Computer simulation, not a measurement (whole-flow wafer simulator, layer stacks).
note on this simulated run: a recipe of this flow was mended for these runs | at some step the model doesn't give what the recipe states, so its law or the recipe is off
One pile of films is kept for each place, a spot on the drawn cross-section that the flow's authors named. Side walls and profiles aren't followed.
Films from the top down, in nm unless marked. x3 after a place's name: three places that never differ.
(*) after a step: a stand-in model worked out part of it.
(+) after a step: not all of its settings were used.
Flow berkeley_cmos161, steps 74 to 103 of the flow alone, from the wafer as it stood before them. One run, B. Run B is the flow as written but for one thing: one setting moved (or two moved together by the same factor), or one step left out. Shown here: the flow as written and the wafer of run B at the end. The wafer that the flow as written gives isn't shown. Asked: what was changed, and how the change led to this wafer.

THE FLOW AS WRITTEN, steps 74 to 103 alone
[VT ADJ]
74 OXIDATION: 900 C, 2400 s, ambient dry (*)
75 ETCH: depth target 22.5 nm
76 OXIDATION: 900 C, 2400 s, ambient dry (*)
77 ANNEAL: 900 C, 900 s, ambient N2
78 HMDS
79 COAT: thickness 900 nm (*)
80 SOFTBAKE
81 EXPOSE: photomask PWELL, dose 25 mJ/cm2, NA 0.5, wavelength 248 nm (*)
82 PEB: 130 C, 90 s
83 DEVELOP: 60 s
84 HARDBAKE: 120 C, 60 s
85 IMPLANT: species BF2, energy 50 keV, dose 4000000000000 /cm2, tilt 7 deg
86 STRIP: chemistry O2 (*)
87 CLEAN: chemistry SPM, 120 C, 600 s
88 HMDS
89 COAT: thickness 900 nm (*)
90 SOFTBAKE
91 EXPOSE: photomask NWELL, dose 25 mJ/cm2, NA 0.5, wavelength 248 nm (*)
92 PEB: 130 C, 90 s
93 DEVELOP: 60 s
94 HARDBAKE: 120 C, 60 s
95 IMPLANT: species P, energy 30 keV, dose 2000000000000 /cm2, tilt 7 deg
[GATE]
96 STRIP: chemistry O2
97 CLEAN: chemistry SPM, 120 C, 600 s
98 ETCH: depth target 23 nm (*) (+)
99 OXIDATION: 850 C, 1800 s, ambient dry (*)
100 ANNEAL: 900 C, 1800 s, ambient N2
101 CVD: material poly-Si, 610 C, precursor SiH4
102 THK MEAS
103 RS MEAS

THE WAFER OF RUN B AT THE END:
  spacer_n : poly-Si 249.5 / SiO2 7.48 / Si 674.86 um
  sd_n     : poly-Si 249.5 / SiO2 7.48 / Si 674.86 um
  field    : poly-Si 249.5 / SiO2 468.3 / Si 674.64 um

The cause: step 75, ETCH: depth target 7.875 nm was run, where the flow has depth target 22.5 nm.

How the change led to this, step by step:
  75 ETCH: depth target 22.5 nm
      sd_n, spacer_n, gate_n, sd_p, spacer_p, gate_p, contact, m1: SiO2 -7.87 (as written it would be: SiO2 -14.9 (all of it))
      field: SiO2 -7.88 (as written it would be: SiO2 -22.5)
  76 OXIDATION: 900 C, 2400 s, ambient dry (*)
      sd_n, spacer_n, gate_n, sd_p, spacer_p, gate_p, contact, m1: SiO2 +10.5, Si -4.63 (as written it would be: SiO2 +14.9 (new film), Si -6.57)
  98 ETCH: depth target 23 nm (*) (+)
      sd_n, spacer_n, gate_n, sd_p, spacer_p, gate_p, contact, m1: SiO2 -17.6 (all of it) (as written it would be: SiO2 -14.9 (all of it))
